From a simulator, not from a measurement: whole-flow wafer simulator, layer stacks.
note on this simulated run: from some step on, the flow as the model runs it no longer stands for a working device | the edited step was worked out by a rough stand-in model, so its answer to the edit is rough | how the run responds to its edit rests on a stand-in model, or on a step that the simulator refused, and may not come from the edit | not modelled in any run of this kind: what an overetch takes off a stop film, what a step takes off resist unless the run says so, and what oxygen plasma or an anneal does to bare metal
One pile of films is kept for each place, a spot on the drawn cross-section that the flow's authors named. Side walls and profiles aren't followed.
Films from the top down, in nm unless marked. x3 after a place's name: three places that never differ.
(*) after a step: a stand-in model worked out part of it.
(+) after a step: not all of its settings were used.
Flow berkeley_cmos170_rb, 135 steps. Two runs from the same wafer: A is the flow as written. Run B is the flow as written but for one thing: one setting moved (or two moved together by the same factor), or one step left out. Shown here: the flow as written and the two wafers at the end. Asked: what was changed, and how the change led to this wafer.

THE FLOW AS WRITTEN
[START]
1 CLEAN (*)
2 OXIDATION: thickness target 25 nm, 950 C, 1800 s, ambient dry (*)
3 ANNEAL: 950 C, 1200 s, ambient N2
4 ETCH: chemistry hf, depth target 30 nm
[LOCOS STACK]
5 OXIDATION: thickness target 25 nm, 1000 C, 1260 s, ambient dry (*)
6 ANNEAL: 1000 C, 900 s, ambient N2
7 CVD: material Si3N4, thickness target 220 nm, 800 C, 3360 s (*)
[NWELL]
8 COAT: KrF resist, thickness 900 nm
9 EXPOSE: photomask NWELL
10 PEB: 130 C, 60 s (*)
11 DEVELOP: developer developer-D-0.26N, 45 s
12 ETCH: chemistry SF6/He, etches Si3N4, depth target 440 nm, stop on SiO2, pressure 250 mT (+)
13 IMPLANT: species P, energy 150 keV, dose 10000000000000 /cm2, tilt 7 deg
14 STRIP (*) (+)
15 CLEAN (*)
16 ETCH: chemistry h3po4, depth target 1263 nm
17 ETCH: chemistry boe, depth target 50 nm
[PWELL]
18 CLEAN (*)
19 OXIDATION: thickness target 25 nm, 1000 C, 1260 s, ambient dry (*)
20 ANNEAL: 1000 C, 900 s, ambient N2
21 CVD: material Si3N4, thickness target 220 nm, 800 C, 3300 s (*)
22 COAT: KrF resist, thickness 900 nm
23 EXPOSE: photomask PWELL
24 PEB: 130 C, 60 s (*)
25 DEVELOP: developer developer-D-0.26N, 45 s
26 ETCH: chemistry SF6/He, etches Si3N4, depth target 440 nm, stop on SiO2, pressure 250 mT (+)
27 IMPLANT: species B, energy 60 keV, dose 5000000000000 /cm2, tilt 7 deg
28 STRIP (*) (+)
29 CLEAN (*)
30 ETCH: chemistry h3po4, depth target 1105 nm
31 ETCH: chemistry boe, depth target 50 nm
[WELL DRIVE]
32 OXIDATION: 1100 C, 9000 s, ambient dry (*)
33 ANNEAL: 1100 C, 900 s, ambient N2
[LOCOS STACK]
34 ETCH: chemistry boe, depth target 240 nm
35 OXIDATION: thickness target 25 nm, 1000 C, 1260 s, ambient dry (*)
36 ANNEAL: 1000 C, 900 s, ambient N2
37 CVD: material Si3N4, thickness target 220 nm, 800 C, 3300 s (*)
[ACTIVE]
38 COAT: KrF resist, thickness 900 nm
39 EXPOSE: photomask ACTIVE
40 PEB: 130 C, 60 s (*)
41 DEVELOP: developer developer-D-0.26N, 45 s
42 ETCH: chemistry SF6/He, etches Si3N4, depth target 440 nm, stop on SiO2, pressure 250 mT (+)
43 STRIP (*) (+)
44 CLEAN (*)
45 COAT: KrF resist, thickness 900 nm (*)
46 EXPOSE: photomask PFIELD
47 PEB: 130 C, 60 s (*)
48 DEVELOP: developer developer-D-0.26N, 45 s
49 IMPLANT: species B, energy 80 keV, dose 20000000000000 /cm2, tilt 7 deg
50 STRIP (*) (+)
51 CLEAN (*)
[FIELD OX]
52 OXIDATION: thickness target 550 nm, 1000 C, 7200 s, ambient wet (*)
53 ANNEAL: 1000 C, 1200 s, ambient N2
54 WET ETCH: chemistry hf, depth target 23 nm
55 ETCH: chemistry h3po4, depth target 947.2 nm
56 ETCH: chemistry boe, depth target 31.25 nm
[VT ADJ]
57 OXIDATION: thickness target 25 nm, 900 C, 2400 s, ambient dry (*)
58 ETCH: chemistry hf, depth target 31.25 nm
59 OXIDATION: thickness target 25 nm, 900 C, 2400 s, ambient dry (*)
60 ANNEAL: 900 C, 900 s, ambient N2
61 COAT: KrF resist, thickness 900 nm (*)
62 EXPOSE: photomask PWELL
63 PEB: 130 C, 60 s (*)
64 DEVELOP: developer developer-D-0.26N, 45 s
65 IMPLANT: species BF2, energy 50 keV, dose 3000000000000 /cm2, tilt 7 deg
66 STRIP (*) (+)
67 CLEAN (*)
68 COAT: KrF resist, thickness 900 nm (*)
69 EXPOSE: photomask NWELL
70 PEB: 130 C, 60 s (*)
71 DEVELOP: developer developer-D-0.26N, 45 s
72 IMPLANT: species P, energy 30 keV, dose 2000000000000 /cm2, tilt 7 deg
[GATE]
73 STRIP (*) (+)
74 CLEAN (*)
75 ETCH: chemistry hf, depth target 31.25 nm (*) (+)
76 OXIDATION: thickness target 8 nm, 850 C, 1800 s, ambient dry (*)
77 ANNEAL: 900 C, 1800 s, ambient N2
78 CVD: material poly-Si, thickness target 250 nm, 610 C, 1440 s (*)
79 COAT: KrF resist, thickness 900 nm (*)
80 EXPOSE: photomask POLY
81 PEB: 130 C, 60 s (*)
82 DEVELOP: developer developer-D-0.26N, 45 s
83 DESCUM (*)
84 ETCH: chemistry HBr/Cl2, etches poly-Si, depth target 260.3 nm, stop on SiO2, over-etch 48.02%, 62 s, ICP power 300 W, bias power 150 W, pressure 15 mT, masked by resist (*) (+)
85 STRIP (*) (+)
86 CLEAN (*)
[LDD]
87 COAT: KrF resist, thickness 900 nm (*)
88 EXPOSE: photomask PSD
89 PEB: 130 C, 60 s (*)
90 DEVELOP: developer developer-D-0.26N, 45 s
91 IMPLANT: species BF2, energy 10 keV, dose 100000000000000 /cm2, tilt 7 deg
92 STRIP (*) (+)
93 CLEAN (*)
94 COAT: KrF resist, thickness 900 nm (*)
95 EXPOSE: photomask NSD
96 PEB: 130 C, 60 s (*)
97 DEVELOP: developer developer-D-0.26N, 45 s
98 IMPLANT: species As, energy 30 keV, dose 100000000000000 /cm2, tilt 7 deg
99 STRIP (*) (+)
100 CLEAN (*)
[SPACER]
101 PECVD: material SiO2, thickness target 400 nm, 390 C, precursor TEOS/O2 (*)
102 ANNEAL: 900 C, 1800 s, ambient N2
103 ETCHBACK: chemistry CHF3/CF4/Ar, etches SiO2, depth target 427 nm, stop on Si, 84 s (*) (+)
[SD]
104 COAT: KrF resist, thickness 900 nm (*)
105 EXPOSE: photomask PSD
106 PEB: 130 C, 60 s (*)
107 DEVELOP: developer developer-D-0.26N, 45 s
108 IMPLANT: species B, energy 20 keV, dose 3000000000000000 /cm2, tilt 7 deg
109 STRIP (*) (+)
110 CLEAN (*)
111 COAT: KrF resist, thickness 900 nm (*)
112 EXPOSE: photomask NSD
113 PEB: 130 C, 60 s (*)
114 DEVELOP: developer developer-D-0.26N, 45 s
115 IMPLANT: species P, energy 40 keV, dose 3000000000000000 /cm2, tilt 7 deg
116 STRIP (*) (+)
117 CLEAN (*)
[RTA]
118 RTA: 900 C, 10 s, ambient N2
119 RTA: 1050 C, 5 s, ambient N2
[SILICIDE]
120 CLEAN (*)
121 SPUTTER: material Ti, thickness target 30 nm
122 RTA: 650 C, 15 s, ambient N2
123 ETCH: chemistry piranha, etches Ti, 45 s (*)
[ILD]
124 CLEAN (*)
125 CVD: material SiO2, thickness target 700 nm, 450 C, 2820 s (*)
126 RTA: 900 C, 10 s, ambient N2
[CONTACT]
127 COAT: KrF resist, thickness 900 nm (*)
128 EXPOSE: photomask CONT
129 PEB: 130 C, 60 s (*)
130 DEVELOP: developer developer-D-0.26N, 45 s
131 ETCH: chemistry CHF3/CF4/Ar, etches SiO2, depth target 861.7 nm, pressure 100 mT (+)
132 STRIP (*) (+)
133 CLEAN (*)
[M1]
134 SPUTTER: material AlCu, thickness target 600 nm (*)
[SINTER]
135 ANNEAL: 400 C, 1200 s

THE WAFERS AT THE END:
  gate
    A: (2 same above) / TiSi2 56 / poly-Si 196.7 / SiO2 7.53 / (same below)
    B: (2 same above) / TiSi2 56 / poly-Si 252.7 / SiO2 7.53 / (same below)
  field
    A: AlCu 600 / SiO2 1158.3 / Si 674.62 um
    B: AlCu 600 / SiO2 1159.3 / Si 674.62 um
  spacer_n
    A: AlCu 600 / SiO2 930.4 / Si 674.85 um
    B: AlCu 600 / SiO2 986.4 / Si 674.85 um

The cause: step 78, CVD: thickness target 306 nm was run, where the flow has thickness target 250 nm; step 78, CVD: 1765 s was run, where the flow has 1440 s.

How the change led to this, step by step:
  78 CVD: material poly-Si, thickness target 250 nm, 610 C, 1440 s (*)
      field, sd_n, spacer_n and 6 more: A poly-Si +250 (new film) | B poly-Si +306 (new film)
  84 ETCH: chemistry HBr/Cl2, etches poly-Si, depth target 260.3 nm, stop on SiO2, over-etch 48.02%, 62 s, ICP power 300 W, bias power 150 W, pressure 15 mT, masked by resist (*) (+)
      field, sd_n, spacer_n, sd_p, spacer_p, contact, m1: A poly-Si -250 (all of it), SiO2 -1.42 | B poly-Si -306 (all of it), SiO2 -0.4
  87 COAT: KrF resist, thickness 900 nm (*)
      gate: A KrF resist +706 (new film) | B KrF resist +663.5 (new film)
      gate_p: A KrF resist +706.3 (new film) | B KrF resist +664.1 (new film)
  90 DEVELOP: developer developer-D-0.26N, 45 s
      gate_p: A KrF resist -706.3 (all of it) | B KrF resist -664.1 (all of it)
  92 STRIP (*) (+)
      gate: A KrF resist -691.8 (all of it) | B KrF resist -649.3 (all of it)
  94 COAT: KrF resist, thickness 900 nm (*)
      gate: A KrF resist +706 (new film) | B KrF resist +663.5 (new film)
      gate_p: A KrF resist +706.3 (new film) | B KrF resist +664.1 (new film)
  97 DEVELOP: developer developer-D-0.26N, 45 s
      gate: A KrF resist -706 (all of it) | B KrF resist -663.5 (all of it)
  99 STRIP (*) (+)
      gate_p: A KrF resist -692.1 (all of it) | B KrF resist -649.9 (all of it)
  103 ETCHBACK: chemistry CHF3/CF4/Ar, etches SiO2, depth target 427 nm, stop on Si, 84 s (*) (+)
      spacer_n: A SiO2 -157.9 | B SiO2 -103
      spacer_p: A SiO2 -157.9 | B SiO2 -102.9
  104 COAT: KrF resist, thickness 900 nm (*)
      spacer_n: A KrF resist +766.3 (new film) | B KrF resist +727 (new film)
      gate: A KrF resist +742.1 (new film) | B KrF resist +703.8 (new film)
      (and at 2 more places)
  107 DEVELOP: developer developer-D-0.26N, 45 s
      spacer_p: A KrF resist -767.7 (all of it) | B KrF resist -728.3 (all of it)
      gate_p: A KrF resist -743.2 (all of it) | B KrF resist -704.8 (all of it)
  109 STRIP (*) (+)
      spacer_n: A KrF resist -752.1 (all of it) | B KrF resist -712.8 (all of it)
      gate: A KrF resist -727.9 (all of it) | B KrF resist -689.6 (all of it)
  111 COAT: KrF resist, thickness 900 nm (*)
      spacer_n: A KrF resist +766.3 (new film) | B KrF resist +727 (new film)
      gate: A KrF resist +742.1 (new film) | B KrF resist +703.8 (new film)
      (and at 2 more places)
  114 DEVELOP: developer developer-D-0.26N, 45 s
      spacer_n: A KrF resist -766.3 (all of it) | B KrF resist -727 (all of it)
      gate: A KrF resist -742.1 (all of it) | B KrF resist -703.8 (all of it)
  116 STRIP (*) (+)
      spacer_p: A KrF resist -753.5 (all of it) | B KrF resist -714.1 (all of it)
      gate_p: A KrF resist -729 (all of it) | B KrF resist -690.6 (all of it)
  127 COAT: KrF resist, thickness 900 nm (*)
      spacer_n: A KrF resist +819.8 (new film) | B KrF resist +794.1 (new film)
      gate: A KrF resist +798.4 (new film) | B KrF resist +776.6 (new film)
      (and at 3 more places)
  132 STRIP (*) (+)
      field: A KrF resist -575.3 (all of it) | B KrF resist -587.1 (all of it)
      spacer_n: A KrF resist -590.2 (all of it) | B KrF resist -564.5 (all of it)
      (and at 4 more places)
